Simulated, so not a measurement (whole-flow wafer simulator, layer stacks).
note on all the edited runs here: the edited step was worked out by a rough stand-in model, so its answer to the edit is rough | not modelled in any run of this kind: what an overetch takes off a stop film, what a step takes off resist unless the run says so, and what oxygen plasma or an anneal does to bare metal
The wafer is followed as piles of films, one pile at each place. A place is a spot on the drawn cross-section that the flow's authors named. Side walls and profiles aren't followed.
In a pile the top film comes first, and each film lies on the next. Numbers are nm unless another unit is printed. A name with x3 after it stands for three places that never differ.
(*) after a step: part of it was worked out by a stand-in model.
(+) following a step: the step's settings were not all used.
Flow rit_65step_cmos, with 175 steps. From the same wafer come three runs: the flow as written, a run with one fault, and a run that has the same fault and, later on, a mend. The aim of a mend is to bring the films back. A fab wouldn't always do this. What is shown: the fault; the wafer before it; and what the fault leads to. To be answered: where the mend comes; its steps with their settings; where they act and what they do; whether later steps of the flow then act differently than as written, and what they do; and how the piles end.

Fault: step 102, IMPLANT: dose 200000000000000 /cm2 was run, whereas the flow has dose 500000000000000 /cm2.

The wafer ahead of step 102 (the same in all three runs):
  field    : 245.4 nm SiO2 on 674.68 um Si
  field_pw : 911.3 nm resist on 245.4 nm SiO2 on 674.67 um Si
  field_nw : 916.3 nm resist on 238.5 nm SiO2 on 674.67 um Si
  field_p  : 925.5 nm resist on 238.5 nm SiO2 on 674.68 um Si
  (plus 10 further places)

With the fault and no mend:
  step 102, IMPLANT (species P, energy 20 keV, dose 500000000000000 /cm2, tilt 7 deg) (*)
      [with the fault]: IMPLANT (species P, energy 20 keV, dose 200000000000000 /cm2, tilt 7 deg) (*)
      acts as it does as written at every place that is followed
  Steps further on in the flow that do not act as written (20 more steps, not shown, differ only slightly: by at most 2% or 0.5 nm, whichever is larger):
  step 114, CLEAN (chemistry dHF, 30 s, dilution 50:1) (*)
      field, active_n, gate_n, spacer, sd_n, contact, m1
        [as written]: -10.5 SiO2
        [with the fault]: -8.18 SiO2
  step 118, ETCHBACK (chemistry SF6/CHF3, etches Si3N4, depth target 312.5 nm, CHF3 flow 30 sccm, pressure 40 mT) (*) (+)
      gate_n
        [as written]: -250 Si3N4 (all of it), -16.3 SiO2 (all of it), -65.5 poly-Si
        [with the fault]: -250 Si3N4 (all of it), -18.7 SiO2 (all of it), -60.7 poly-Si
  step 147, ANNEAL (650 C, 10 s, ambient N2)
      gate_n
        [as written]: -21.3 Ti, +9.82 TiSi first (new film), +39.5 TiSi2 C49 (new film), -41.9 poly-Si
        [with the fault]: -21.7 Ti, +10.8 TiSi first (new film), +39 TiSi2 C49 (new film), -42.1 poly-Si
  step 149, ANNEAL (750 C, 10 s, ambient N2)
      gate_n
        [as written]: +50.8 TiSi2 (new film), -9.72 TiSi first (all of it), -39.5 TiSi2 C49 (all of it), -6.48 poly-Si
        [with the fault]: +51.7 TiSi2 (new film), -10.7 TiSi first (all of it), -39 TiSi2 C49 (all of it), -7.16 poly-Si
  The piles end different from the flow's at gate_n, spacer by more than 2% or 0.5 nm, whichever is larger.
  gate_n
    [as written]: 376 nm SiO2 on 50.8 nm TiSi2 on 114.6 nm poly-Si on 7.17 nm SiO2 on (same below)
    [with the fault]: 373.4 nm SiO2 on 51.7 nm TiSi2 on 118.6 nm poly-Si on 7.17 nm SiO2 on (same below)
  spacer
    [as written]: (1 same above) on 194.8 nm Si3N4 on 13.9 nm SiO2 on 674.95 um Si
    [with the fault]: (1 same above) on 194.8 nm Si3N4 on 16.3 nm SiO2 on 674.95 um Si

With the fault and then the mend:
  After step 102 comes the mend.
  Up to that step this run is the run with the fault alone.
  step 102a, IMPLANT (species P, energy 20 keV, dose 300000000000000 /cm2, tilt 7 deg) (*) (a further turn of the flow's step 102, with different settings)
      does not change any film at any place that is followed
  None of the later steps of the flow acts differently than as written at any place that is followed.
  At every place that both follow, the piles at the end match the flow's.
